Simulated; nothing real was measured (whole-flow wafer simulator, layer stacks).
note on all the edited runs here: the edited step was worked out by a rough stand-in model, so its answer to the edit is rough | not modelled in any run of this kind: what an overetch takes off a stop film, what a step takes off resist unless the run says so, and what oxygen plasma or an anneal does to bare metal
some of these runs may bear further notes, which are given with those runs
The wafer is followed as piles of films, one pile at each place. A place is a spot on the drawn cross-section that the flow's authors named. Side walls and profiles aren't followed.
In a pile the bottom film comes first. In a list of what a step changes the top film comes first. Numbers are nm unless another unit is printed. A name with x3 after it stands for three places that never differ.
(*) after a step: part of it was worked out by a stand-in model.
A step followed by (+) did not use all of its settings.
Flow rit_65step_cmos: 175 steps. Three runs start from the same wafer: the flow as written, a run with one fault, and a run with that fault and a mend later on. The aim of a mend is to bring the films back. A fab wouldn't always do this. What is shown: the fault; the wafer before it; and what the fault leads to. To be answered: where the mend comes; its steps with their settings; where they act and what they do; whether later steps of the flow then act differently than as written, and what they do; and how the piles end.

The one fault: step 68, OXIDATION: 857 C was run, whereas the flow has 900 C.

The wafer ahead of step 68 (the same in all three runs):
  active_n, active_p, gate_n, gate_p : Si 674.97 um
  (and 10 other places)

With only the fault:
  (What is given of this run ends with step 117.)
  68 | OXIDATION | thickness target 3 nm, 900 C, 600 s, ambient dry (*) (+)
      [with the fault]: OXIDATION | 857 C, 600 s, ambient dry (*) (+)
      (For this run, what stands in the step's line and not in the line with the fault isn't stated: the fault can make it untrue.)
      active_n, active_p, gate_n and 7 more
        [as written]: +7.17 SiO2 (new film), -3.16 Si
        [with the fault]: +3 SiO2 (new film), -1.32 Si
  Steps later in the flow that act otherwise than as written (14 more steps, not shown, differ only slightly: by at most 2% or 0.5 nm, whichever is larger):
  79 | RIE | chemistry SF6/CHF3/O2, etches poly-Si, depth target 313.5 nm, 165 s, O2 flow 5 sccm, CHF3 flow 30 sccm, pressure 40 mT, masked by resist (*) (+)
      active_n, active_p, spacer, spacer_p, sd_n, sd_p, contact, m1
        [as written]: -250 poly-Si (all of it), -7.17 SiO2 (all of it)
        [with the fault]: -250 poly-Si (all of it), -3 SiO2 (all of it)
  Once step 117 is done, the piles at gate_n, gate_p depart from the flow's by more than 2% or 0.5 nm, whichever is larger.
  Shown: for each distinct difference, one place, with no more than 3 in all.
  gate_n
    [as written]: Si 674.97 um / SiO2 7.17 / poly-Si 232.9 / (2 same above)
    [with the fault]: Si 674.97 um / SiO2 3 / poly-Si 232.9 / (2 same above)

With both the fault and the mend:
  The mend follows step 69.
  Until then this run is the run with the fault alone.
  69a | OXIDATION | 900 C, 488.4 s, ambient dry (*) (+) (a further turn of the flow's step 68, with different settings)
      active_n, active_p, gate_n and 7 more
        +4 SiO2, -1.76 Si
  Later steps of the flow that are run all act as written at every place that is followed, up to a difference of at most 2% or 0.5 nm, whichever is larger.
  The piles end only slightly different from the flow's at the places that both follow, by no more than 2% or 0.5 nm, whichever is larger.
